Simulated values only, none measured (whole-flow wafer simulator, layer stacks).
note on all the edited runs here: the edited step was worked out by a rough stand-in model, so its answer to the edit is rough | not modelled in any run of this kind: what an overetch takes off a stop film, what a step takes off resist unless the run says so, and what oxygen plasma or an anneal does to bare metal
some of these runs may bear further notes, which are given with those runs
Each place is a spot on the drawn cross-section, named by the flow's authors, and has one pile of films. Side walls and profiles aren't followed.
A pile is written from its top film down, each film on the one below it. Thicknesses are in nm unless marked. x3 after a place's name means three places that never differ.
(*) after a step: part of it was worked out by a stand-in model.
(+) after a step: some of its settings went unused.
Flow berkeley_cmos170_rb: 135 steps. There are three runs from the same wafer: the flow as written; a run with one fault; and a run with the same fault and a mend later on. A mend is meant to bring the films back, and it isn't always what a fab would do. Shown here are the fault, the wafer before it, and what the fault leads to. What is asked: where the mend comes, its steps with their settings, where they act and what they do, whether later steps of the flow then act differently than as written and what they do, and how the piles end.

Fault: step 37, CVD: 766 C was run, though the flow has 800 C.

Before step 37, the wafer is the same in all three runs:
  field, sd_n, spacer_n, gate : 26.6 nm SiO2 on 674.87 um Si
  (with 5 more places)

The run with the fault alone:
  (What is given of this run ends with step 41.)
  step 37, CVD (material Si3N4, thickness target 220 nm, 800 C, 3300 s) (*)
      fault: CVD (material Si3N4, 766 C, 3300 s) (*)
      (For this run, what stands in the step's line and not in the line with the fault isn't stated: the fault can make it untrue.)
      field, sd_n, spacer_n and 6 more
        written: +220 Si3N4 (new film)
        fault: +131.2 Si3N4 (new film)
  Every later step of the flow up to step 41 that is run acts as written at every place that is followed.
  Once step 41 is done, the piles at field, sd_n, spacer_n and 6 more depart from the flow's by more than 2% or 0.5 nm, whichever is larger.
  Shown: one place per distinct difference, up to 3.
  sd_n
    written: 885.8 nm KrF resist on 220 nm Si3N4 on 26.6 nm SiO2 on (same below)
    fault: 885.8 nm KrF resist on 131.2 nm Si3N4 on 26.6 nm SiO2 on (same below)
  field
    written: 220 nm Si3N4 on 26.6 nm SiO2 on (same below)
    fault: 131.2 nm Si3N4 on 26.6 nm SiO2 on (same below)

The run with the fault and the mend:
  The mend follows step 41.
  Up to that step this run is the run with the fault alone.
  step 41a, STRIP (*) (+)
      sd_n, spacer_n, gate, sd_p, spacer_p, gate_p, contact, m1
        -885.8 KrF resist (all of it)
  step 41b, CLEAN (*)
      leaves every film unchanged at each place that is followed
  step 41c, CVD (material Si3N4, thickness target 88.76 nm, 800 C, 1331 s) (*) (the flow's step 37 again, with other settings)
      field, sd_n, spacer_n and 6 more
        +88.8 Si3N4
  step 41d, COAT (KrF resist, thickness 900 nm) (the flow's step 38 again)
      field, sd_n, spacer_n and 6 more
        +900 KrF resist (new film)
  step 41e, EXPOSE (photomask ACTIVE) (the flow's step 39 again)
      leaves every film unchanged at each place that is followed
  step 41f, PEB (130 C, 60 s) (*) (the flow's step 40 again)
      leaves every film unchanged at each place that is followed
  step 41g, DEVELOP (developer developer-D-0.26N, 45 s) (the flow's step 41 again)
      sd_n, spacer_n, gate, sd_p, spacer_p, gate_p, contact, m1
        -14.2 KrF resist
      field
        -900 KrF resist (all of it)
  Every later step of the flow that is run acts as written at every place that is followed.
  By the end, the piles equal the flow's at every place that both follow.
